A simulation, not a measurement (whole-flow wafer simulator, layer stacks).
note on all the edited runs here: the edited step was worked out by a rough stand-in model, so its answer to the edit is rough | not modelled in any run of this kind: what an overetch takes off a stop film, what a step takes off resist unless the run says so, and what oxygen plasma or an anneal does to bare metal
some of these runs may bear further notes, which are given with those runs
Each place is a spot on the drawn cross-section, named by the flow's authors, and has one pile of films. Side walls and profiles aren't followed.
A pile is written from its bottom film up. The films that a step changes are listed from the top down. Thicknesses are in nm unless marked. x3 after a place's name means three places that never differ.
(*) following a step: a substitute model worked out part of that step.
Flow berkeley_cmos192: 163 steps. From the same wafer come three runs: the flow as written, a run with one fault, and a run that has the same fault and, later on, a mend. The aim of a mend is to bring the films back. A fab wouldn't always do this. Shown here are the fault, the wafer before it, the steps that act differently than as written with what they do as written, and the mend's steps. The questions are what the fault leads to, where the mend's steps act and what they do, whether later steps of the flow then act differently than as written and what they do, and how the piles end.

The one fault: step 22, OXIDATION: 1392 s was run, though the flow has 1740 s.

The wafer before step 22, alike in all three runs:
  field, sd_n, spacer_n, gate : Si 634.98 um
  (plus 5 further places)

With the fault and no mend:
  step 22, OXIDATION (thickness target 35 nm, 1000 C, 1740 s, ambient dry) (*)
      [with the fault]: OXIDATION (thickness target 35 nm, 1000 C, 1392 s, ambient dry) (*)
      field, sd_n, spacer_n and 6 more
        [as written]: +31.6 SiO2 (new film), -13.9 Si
        [with the fault]: +28 SiO2 (new film), -12.3 Si
  Later steps of the flow acting differently than as written:
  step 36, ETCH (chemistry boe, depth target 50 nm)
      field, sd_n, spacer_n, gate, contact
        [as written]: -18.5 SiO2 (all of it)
        [with the fault]: -14.9 SiO2 (all of it)
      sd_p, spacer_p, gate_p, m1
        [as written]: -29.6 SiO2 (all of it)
        [with the fault]: -25.9 SiO2 (all of it)
  The piles end only slightly different from the flow's at the places that both follow, by no more than 2% or 0.5 nm, whichever is larger.

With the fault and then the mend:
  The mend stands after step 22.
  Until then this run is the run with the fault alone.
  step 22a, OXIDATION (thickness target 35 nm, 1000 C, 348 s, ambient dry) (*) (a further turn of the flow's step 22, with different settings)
      field, sd_n, spacer_n and 6 more
        +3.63 SiO2, -1.6 Si
  Later steps of the flow that are run all act as written at every place that is followed.
  The piles end the same as the flow's at every place that both follow.
